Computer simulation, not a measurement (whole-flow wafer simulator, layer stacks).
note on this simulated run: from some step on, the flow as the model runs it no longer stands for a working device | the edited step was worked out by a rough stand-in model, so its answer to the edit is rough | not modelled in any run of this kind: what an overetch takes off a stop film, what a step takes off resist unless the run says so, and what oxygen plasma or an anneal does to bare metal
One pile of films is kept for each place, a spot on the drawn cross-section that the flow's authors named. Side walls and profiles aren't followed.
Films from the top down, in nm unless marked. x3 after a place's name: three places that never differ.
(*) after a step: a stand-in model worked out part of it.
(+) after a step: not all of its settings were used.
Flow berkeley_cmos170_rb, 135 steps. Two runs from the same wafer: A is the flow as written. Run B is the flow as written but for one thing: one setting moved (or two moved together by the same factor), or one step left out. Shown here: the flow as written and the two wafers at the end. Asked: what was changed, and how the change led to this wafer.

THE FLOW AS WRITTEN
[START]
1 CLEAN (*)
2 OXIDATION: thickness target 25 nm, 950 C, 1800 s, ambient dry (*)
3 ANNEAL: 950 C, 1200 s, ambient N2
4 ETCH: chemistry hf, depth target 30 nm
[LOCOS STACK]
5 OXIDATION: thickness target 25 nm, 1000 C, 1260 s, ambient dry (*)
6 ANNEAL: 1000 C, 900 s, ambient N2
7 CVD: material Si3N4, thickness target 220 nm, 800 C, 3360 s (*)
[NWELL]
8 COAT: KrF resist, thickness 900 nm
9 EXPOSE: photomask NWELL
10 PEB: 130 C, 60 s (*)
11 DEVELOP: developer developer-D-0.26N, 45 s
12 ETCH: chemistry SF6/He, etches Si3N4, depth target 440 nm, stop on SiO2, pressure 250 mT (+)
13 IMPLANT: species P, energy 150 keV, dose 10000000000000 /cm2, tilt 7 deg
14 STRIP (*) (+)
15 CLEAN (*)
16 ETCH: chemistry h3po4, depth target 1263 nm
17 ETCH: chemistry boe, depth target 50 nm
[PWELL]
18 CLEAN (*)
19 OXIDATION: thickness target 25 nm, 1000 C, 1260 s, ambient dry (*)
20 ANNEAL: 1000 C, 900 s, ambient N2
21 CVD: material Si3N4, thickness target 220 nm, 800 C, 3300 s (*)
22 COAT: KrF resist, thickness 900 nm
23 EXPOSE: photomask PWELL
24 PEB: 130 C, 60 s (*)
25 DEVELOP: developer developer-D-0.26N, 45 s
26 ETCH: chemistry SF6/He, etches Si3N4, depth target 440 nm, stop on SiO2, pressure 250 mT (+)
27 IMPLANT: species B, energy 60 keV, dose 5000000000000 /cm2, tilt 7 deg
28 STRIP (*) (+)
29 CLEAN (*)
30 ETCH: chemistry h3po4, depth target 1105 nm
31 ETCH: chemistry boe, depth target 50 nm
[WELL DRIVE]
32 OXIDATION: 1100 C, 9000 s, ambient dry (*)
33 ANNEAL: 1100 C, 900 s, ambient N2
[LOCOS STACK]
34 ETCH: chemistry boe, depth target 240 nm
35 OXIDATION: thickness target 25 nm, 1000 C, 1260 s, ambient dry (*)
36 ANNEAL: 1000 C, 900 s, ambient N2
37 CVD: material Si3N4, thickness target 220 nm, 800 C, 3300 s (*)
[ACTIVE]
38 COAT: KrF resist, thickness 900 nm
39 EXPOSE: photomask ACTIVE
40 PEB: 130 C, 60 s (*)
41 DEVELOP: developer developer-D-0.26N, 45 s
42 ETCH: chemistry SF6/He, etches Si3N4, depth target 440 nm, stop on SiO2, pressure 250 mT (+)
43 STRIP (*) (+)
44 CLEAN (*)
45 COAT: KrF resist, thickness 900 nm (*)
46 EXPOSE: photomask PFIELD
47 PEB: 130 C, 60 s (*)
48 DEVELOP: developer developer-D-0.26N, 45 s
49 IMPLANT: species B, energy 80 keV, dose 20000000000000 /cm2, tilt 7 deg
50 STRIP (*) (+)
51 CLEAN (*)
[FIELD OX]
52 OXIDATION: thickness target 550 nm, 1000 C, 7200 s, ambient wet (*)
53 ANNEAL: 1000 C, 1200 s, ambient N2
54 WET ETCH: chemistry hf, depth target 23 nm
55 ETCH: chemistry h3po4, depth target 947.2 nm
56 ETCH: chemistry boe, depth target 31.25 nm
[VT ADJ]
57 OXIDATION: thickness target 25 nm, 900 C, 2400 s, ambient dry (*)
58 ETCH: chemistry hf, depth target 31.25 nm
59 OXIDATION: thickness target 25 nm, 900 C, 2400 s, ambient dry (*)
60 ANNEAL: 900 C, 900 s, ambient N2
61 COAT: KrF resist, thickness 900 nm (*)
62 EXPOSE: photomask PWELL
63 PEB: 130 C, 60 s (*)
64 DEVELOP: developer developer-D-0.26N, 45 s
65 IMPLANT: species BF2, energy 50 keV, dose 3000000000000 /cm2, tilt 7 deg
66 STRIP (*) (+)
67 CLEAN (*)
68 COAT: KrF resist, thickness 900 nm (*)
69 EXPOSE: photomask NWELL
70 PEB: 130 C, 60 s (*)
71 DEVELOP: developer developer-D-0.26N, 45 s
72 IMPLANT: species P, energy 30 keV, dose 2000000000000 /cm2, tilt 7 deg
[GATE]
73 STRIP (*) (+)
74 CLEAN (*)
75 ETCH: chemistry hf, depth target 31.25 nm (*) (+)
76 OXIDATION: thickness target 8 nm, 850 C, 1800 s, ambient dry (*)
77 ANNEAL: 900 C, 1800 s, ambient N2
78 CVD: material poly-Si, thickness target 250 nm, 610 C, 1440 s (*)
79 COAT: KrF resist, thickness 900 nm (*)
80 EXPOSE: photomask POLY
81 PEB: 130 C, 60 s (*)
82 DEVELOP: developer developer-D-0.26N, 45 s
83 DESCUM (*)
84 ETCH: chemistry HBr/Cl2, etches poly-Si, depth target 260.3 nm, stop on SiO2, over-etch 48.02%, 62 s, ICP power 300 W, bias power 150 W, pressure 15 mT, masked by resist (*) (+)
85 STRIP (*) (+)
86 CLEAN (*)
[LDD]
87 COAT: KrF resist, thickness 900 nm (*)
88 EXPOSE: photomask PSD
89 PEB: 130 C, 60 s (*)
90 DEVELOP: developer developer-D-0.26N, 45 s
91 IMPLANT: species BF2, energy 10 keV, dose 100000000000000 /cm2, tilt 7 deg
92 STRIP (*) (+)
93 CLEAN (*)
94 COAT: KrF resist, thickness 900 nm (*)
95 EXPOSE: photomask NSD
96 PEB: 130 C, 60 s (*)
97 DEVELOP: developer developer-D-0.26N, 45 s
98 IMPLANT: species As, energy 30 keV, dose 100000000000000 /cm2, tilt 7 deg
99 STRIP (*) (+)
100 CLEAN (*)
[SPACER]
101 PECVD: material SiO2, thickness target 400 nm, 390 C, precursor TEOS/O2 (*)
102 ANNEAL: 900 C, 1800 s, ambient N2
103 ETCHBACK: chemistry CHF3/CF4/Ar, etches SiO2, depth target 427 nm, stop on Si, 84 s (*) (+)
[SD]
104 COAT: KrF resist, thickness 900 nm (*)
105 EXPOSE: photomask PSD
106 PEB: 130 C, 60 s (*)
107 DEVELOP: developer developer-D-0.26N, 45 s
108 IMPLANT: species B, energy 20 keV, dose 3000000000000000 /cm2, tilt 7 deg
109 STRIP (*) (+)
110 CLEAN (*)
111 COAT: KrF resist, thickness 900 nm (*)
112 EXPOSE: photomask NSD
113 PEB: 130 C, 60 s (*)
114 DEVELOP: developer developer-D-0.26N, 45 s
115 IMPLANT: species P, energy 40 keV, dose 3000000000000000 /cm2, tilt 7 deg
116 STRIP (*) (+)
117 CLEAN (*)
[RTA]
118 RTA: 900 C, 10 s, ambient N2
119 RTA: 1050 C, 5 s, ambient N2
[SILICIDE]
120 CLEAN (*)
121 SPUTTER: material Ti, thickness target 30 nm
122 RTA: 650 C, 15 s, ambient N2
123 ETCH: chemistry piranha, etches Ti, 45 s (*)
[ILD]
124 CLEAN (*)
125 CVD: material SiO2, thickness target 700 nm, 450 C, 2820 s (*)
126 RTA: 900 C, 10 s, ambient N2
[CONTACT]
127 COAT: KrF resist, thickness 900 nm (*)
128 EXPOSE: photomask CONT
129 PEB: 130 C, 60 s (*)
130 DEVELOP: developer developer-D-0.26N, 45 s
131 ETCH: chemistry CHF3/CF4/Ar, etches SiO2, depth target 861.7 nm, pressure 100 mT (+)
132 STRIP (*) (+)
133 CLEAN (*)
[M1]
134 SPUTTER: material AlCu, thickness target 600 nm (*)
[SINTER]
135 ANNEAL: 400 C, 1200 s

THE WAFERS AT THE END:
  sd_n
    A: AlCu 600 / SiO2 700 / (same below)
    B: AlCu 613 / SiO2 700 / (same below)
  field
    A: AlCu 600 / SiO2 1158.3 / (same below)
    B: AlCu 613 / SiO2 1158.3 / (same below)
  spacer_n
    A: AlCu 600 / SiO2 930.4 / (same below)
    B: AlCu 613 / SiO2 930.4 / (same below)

The cause: step 134, SPUTTER: thickness target 613 nm was run, where the flow has thickness target 600 nm.
It can be read off the wafer: sd_n has AlCu 613, and step 134 as written asks for 600 nm.

How the change led to this, step by step:
  134 SPUTTER: material AlCu, thickness target 600 nm (*)
      field, sd_n, spacer_n, gate, spacer_p, gate_p, m1: A AlCu +600 (new film) | B AlCu +613 (new film)
      sd_p: A AlCu +545.9 (new film) | B AlCu +558.3 (new film)
      (and at 1 more place)
